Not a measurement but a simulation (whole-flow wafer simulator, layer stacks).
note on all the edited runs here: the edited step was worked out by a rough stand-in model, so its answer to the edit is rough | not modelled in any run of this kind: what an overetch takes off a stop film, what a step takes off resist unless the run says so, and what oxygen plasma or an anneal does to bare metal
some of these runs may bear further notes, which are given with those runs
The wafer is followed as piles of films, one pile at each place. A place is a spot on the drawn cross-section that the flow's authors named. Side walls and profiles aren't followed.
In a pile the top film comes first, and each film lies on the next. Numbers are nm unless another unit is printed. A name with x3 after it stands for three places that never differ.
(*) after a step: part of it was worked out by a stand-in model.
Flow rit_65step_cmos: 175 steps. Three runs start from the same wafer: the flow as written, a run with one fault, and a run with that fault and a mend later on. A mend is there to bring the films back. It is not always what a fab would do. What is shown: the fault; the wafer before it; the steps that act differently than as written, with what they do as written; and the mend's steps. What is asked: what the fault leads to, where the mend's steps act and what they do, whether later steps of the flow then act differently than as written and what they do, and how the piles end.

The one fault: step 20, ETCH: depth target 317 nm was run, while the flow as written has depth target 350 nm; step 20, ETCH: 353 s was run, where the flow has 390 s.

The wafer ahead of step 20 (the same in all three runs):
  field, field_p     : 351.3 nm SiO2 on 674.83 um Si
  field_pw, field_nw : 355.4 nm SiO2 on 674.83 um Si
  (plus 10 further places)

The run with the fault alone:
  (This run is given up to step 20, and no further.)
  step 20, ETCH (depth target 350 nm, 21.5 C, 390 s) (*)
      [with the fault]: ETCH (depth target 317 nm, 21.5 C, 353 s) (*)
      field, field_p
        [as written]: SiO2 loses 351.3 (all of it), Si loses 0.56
        [with the fault]: SiO2 loses 344.8
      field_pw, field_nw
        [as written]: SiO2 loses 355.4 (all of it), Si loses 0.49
        [with the fault]: SiO2 loses 344.8
  After step 20, at field, field_pw, field_nw, field_p, the piles differ from the flow's by more than 2% or 0.5 nm, whichever is larger.
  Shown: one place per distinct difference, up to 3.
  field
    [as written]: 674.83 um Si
    [with the fault]: 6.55 nm SiO2 on 674.83 um Si
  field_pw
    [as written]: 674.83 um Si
    [with the fault]: 10.6 nm SiO2 on 674.83 um Si

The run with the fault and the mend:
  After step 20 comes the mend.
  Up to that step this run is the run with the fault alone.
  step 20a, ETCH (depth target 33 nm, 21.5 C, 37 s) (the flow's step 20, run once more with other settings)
      field, field_p
        SiO2 loses 6.55 (all of it)
      field_pw, field_nw
        SiO2 loses 10.6 (all of it)
  Later steps of the flow that are run all act as written at every place that is followed, up to a difference of at most 2% or 0.5 nm, whichever is larger.
  At the end the piles are close to the flow's at the places that both follow, differing by at most 2% or 0.5 nm, whichever is larger.
